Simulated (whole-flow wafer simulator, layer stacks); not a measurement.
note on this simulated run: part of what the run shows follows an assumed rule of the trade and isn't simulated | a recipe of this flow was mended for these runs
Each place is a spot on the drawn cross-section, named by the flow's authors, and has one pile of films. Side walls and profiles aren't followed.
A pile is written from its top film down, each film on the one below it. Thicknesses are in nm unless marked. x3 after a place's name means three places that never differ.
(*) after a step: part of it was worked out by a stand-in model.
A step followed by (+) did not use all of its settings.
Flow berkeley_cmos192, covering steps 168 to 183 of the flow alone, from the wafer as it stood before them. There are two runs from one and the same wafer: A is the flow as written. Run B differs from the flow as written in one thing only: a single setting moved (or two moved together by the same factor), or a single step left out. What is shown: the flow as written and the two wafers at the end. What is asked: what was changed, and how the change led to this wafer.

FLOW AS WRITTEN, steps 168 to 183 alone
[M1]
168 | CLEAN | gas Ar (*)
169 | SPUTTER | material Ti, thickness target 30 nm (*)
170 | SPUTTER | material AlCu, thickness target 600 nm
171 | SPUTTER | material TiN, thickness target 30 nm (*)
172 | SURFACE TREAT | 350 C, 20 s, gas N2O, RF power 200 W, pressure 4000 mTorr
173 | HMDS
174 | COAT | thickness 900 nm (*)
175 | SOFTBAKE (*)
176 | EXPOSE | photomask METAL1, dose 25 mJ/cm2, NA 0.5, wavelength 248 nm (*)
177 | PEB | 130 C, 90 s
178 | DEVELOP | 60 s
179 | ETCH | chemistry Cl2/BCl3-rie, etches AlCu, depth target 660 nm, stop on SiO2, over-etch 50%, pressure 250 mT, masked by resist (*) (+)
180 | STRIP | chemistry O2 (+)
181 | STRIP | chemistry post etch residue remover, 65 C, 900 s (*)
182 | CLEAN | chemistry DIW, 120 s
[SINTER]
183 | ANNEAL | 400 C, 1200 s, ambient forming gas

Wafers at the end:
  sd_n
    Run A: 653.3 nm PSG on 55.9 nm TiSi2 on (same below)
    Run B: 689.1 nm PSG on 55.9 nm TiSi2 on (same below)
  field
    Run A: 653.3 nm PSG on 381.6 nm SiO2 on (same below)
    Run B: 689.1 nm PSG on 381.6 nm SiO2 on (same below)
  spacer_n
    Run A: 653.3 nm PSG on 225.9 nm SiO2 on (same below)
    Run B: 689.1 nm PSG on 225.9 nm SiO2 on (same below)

Cause: step 179, ETCH: depth target 469 nm was run, while the flow as written has depth target 660 nm.

How this came from the change, step by step:
  179 | ETCH | chemistry Cl2/BCl3-rie, etches AlCu, depth target 660 nm, stop on SiO2, over-etch 50%, pressure 250 mT, masked by resist (*) (+)
      field, sd_n, spacer_n, gate, spacer_p, gate_p: A TiN loses 30 (all of it), AlCu loses 600 (all of it), Ti loses 30 (all of it), PSG loses 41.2 | B TiN loses 30 (all of it), AlCu loses 600 (all of it), Ti loses 30 (all of it), PSG loses 5.44
      contact, m1: A KrF-resist loses 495 | B KrF-resist loses 374.9
      (also at 1 further place)
  180 | STRIP | chemistry O2 (+)
      contact: A KrF-resist loses 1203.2 (all of it) | B KrF-resist loses 1323.3 (all of it)
      m1: A KrF-resist loses 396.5 (all of it) | B KrF-resist loses 516.5 (all of it)
